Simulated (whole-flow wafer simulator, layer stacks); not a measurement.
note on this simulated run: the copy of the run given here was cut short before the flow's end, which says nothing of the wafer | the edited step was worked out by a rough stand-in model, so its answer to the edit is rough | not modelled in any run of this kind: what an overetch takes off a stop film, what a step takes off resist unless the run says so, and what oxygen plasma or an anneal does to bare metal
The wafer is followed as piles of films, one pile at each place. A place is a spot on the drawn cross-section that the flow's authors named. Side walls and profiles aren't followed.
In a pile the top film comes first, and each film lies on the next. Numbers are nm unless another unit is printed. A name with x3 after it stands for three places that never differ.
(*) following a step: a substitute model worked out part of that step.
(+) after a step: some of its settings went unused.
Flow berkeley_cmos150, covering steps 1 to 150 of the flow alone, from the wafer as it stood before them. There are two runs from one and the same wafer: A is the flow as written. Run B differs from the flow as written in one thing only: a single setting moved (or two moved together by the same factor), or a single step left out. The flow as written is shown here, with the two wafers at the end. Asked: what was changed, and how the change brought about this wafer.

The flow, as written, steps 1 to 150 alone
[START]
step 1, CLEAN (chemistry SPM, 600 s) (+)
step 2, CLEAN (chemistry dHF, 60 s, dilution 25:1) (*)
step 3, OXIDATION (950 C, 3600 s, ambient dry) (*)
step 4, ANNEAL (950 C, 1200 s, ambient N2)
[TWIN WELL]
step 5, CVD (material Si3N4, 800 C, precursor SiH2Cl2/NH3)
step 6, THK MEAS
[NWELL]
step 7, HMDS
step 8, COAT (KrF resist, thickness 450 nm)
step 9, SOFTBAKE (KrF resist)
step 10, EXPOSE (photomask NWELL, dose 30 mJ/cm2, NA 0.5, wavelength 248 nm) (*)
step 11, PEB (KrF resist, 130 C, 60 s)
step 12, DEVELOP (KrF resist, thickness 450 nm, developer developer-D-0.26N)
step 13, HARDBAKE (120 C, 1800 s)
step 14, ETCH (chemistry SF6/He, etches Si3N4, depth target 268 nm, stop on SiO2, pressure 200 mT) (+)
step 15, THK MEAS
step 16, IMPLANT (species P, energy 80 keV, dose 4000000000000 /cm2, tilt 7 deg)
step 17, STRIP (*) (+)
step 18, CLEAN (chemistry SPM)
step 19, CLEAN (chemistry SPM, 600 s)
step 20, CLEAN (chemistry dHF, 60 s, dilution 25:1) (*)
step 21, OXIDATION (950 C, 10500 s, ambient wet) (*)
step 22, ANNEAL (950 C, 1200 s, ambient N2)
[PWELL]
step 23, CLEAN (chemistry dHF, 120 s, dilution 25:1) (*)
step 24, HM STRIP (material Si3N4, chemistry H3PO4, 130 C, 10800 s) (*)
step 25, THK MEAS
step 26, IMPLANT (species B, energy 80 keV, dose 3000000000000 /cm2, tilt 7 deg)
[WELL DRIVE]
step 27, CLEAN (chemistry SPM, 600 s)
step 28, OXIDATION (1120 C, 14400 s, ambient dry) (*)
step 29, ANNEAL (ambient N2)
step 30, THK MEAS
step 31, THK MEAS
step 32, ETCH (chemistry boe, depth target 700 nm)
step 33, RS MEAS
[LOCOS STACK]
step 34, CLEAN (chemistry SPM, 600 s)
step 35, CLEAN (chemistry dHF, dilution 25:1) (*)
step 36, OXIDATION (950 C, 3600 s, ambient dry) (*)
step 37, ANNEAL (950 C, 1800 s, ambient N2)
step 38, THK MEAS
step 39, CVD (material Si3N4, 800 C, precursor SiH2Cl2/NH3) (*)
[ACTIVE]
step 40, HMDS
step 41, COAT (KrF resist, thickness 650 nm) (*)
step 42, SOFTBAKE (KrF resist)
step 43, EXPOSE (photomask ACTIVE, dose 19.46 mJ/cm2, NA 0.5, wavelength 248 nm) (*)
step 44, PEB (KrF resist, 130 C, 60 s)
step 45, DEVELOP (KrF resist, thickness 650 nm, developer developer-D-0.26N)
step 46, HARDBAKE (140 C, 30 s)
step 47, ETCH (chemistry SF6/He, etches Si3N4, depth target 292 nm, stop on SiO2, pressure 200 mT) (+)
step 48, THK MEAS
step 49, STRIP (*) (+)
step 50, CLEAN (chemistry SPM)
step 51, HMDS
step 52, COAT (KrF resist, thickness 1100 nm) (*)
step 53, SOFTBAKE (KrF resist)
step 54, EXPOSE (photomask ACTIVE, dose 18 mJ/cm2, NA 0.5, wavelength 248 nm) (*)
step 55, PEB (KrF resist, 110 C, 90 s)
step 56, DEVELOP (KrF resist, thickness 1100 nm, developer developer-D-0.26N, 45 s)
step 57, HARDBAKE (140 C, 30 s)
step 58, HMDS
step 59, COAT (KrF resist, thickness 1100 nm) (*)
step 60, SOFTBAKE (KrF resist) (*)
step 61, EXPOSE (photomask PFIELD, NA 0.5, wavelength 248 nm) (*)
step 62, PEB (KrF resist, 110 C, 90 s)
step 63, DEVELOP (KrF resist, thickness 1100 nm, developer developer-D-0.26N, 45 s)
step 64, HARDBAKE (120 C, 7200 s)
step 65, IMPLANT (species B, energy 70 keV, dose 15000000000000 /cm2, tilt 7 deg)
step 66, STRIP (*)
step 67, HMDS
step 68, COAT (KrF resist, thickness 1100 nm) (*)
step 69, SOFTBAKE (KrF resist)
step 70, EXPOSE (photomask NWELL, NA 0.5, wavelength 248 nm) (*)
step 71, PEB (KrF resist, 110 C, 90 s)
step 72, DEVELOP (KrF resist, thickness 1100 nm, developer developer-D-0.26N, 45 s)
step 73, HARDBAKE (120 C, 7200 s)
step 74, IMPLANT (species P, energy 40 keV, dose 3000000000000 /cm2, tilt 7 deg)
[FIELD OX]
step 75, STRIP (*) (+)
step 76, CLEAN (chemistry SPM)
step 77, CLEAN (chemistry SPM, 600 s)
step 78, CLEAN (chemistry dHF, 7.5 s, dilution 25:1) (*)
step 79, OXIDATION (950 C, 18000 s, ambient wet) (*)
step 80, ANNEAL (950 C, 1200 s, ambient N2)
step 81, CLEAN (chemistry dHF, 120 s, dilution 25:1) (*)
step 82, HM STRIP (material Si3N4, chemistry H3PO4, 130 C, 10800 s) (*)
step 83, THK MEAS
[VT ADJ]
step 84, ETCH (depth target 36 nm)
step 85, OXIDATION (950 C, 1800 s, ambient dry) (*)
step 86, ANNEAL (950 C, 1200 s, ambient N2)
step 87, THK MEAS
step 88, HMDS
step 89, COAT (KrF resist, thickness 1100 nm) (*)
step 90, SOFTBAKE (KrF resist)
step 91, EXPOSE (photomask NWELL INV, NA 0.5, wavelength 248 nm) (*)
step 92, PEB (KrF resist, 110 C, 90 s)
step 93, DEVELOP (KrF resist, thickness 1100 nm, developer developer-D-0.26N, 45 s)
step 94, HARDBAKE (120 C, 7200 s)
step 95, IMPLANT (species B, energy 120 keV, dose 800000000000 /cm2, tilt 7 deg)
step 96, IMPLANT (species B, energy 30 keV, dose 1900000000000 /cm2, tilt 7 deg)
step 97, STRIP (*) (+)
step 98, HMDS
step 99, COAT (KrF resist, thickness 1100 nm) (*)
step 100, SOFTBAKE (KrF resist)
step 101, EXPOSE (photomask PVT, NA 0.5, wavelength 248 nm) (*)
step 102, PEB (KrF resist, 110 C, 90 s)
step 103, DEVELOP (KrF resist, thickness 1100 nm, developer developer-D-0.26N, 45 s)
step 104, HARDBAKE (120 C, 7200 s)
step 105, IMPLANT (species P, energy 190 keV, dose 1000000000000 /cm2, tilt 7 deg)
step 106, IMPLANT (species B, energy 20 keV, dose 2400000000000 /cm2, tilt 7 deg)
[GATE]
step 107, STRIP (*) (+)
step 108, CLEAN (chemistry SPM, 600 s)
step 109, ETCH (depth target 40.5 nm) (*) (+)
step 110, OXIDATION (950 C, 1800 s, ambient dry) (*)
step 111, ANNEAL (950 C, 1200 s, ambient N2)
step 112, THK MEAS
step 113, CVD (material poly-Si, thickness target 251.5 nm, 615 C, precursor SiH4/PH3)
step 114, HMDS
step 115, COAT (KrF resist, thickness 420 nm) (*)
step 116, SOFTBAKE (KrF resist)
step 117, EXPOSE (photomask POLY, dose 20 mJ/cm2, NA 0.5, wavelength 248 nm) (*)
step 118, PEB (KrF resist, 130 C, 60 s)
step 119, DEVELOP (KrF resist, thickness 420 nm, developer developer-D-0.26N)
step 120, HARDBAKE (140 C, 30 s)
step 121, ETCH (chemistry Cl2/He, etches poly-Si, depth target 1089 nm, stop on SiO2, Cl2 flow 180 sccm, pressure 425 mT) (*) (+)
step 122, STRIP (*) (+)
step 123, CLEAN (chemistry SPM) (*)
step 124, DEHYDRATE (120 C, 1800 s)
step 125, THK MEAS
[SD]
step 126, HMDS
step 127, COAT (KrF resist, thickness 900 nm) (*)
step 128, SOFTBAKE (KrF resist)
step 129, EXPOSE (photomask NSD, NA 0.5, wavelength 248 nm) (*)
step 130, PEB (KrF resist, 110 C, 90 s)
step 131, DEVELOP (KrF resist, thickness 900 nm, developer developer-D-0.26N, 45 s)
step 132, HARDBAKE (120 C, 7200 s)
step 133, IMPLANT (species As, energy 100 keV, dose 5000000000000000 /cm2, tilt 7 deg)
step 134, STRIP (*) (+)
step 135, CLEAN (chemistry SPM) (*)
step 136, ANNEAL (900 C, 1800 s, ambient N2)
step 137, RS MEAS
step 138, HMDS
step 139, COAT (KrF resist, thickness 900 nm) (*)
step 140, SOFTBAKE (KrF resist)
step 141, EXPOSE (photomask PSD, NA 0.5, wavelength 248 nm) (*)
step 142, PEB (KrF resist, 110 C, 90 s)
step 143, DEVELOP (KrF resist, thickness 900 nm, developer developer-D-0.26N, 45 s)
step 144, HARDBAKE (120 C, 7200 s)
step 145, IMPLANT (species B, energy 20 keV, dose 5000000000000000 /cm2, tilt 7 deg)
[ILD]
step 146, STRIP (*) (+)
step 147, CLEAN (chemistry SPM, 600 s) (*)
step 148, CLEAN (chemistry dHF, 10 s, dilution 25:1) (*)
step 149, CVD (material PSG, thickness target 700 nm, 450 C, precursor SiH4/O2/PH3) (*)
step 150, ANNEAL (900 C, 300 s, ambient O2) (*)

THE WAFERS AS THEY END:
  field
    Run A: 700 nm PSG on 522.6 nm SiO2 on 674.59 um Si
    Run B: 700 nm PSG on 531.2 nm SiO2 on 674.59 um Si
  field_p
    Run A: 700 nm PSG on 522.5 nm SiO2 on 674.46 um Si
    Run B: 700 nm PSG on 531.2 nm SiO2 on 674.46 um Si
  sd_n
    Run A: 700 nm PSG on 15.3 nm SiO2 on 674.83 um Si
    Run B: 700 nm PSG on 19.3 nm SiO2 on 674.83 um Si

The reason: step 109, ETCH: depth target 31.79 nm was run, whereas the flow has depth target 40.5 nm.

How this came from the change, step by step:
  step 109, ETCH (depth target 40.5 nm) (*) (+)
      sd_n: A -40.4 SiO2 (all of it) | B -31.8 SiO2
      field, field_p: A -40.5 SiO2 | B -31.8 SiO2
  step 110, OXIDATION (950 C, 1800 s, ambient dry) (*)
      sd_n: A +20.4 SiO2 (new film), -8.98 Si | B +15.8 SiO2, -6.95 Si
